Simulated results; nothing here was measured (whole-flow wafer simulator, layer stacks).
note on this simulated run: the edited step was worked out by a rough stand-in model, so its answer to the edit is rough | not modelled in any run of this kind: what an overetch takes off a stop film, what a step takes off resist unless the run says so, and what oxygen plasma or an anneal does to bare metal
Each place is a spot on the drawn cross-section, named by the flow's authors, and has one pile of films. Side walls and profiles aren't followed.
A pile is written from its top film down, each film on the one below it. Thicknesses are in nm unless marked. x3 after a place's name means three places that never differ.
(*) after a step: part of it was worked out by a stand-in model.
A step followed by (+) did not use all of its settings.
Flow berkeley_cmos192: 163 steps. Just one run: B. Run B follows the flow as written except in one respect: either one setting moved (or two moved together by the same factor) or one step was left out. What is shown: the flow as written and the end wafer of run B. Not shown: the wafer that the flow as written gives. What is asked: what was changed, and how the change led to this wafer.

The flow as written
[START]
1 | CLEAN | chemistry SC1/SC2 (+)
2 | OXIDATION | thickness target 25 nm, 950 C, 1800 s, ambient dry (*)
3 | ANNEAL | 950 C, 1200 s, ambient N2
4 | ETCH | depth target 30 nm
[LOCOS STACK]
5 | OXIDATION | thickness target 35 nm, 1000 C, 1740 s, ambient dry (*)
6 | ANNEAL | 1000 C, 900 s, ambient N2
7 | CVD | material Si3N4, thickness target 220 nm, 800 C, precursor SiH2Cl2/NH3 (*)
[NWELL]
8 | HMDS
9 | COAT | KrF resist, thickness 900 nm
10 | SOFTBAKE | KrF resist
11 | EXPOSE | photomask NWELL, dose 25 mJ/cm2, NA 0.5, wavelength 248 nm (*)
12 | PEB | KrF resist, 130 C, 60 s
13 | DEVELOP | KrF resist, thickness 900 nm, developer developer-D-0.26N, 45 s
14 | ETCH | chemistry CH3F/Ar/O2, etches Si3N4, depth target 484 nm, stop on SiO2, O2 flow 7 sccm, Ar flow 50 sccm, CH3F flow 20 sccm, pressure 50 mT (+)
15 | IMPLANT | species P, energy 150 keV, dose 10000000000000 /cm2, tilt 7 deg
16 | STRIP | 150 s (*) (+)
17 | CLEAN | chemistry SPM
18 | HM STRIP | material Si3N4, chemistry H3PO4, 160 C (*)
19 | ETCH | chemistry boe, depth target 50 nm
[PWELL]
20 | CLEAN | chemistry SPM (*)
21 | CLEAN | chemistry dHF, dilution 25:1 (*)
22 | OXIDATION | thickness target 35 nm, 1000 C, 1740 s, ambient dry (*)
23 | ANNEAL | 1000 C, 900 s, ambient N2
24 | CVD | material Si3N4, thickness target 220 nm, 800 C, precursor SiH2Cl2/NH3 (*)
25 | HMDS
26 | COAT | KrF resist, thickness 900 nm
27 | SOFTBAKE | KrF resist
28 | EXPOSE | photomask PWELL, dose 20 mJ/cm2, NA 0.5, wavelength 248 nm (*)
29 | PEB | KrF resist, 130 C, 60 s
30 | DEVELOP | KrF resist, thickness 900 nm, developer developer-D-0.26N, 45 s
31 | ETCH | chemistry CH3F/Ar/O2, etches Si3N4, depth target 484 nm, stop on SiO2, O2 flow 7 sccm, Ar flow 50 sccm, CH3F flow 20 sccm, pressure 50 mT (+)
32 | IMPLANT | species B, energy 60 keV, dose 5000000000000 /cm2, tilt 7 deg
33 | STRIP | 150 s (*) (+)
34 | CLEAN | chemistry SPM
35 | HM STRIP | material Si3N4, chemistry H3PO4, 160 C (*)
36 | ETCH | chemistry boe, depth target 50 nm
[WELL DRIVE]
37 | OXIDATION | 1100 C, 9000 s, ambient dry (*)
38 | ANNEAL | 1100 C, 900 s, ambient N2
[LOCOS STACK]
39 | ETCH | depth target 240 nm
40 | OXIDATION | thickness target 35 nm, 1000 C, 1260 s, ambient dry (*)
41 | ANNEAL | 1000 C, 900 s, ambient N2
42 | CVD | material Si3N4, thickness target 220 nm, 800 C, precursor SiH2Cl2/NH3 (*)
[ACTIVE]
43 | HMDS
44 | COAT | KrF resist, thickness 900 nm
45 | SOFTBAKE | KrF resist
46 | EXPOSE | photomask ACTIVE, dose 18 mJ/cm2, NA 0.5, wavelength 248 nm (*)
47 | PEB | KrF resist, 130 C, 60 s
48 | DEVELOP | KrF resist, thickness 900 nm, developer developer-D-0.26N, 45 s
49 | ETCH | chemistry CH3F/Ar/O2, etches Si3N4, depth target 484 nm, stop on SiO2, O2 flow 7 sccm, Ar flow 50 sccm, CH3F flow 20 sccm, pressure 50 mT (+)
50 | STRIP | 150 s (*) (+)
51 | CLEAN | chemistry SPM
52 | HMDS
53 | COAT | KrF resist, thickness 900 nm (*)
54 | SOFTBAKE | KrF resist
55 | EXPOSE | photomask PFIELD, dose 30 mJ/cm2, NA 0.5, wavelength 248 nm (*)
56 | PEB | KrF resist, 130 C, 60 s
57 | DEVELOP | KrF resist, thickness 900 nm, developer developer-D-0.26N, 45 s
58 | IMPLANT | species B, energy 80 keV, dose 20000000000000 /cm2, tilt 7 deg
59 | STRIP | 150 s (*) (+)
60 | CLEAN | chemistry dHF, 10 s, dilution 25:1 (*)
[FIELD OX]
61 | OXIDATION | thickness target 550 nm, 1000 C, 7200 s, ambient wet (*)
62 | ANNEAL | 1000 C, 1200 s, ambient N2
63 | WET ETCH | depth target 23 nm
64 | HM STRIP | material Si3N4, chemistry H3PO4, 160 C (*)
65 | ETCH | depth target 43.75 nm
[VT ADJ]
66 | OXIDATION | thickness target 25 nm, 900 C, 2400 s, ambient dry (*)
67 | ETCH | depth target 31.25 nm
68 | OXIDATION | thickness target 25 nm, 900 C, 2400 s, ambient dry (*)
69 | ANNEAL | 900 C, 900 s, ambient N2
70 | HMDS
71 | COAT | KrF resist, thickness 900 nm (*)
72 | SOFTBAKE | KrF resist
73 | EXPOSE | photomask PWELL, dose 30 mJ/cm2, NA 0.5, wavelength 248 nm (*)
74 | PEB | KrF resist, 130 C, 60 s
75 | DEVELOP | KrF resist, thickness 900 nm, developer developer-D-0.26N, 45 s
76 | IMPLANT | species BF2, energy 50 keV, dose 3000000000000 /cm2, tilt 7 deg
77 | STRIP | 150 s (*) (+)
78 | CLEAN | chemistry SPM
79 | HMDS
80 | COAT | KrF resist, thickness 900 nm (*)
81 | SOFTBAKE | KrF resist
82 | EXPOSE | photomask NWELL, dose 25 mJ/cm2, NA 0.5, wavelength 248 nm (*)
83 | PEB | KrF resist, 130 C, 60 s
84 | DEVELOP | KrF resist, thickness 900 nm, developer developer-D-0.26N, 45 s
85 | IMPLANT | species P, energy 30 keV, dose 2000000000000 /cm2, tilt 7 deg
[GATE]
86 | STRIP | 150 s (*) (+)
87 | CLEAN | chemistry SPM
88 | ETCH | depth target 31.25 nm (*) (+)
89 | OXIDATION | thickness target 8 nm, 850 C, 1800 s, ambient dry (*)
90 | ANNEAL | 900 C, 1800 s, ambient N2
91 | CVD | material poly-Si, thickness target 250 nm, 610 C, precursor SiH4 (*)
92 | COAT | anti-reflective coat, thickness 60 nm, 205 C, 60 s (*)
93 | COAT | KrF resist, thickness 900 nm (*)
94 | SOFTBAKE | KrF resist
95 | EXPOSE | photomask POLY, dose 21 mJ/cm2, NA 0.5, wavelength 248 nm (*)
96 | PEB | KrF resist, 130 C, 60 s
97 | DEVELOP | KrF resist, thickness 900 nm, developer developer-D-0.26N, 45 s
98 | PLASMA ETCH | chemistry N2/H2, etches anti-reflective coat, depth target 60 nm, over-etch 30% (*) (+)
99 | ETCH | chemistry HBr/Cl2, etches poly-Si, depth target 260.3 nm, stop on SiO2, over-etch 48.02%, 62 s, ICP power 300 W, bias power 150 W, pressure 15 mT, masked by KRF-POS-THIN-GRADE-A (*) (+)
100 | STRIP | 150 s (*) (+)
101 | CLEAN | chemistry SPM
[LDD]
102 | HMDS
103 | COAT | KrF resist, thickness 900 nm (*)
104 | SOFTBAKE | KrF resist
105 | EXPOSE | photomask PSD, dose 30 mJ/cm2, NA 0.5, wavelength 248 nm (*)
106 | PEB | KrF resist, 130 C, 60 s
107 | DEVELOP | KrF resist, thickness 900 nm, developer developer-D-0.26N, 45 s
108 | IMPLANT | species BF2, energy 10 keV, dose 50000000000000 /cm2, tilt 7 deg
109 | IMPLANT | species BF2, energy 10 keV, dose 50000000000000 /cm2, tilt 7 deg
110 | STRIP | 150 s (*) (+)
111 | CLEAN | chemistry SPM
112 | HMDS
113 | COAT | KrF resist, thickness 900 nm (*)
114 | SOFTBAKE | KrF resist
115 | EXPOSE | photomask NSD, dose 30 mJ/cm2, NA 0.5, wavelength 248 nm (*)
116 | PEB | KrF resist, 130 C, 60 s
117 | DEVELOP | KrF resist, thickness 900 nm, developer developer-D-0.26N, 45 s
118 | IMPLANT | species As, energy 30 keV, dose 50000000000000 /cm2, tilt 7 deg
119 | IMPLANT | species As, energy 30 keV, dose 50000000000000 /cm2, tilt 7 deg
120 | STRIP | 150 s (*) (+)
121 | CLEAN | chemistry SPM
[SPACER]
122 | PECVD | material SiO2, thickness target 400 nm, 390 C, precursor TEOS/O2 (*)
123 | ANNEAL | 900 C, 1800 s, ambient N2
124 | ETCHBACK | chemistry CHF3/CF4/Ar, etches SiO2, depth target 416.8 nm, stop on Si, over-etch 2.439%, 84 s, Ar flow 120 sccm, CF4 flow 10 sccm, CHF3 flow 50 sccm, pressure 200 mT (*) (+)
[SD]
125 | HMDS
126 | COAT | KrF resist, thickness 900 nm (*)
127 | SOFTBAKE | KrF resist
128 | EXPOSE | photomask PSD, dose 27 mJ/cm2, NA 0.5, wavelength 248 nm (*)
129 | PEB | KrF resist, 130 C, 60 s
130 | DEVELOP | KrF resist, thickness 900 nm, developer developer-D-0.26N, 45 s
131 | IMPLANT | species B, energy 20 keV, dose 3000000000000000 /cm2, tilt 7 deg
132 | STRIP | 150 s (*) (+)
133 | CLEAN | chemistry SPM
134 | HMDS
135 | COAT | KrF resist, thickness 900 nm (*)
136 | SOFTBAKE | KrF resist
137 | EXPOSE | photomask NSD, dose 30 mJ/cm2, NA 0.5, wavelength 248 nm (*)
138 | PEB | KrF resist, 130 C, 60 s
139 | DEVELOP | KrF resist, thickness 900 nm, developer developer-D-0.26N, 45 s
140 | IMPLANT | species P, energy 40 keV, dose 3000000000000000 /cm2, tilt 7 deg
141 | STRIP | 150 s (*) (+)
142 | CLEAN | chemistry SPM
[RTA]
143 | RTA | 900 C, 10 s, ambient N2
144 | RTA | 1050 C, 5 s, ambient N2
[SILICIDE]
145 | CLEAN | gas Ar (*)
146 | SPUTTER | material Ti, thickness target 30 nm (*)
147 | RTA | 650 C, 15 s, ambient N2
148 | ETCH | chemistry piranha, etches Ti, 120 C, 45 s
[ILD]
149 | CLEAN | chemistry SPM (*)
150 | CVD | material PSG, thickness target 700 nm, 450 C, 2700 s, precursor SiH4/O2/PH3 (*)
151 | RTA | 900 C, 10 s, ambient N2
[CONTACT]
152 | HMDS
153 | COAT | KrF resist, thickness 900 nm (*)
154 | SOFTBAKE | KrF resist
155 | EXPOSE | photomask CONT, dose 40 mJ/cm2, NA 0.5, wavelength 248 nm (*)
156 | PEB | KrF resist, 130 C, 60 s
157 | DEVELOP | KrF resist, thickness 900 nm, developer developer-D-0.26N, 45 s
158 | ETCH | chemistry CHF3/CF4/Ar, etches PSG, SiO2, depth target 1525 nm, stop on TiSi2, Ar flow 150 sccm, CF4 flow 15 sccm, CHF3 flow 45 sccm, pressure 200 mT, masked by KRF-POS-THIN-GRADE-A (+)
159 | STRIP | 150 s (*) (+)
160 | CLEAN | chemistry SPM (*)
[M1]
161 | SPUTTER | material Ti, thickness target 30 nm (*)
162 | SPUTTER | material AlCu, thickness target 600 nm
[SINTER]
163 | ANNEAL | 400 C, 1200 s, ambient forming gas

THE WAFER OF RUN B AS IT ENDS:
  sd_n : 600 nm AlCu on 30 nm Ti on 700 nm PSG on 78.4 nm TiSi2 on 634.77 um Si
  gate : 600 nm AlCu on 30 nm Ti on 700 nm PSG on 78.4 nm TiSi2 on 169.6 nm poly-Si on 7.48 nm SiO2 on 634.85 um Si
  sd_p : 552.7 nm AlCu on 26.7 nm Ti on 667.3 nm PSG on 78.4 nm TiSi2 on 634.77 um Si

What caused this: step 146, SPUTTER: thickness target 48 nm was run, while the flow as written has thickness target 30 nm.

Step by step, how the change led to this:
  146 | SPUTTER | material Ti, thickness target 30 nm (*)
      field, sd_n, spacer_n, gate, spacer_p, gate_p, contact, m1: +48 Ti (new film) (as written it would have been: +30 Ti (new film))
      sd_p: +44.9 Ti (new film) (as written it would have been: +28 Ti (new film))
  147 | RTA | 650 C, 15 s, ambient N2
      sd_n, contact, m1: -32.8 Ti, +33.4 TiSi first (new film), +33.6 TiSi2 C49 (new film), -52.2 Si (as written it would have been: -23.4 Ti, +6.2 TiSi first (new film), +50.3 TiSi2 C49 (new film), -49 Si)
      gate, gate_p: -32.8 Ti, +33.4 TiSi first (new film), +33.6 TiSi2 C49 (new film), -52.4 poly-Si (as written it would have been: -23.4 Ti, +6.2 TiSi first (new film), +50.3 TiSi2 C49 (new film), -49.2 poly-Si)
      (also at 1 further place)
  148 | ETCH | chemistry piranha, etches Ti, 120 C, 45 s
      sd_n, gate, gate_p, contact, m1: -15.2 Ti (all of it), -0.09 TiSi first (as written it would have been: -6.6 Ti (all of it), -0.1 TiSi first)
      field, spacer_n, spacer_p: -48 Ti (all of it) (as written it would have been: -30 Ti (all of it))
      (also at 1 further place)
  151 | RTA | 900 C, 10 s, ambient N2
      sd_n, contact, m1: under 1 film: +78.4 TiSi2 (new film), -33.3 TiSi first (all of it), -33.6 TiSi2 C49 (all of it), -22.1 Si (as written it would have been: under 1 film: +55.9 TiSi2 (new film), -6.09 TiSi first (all of it), -50.3 TiSi2 C49 (all of it), -4.05 Si)
      gate, gate_p: under 1 film: +78.4 TiSi2 (new film), -33.3 TiSi first (all of it), -33.6 TiSi2 C49 (all of it), -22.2 poly-Si (as written it would have been: under 1 film: +55.9 TiSi2 (new film), -6.09 TiSi first (all of it), -50.3 TiSi2 C49 (all of it), -4.06 poly-Si)
      (also at 1 further place)
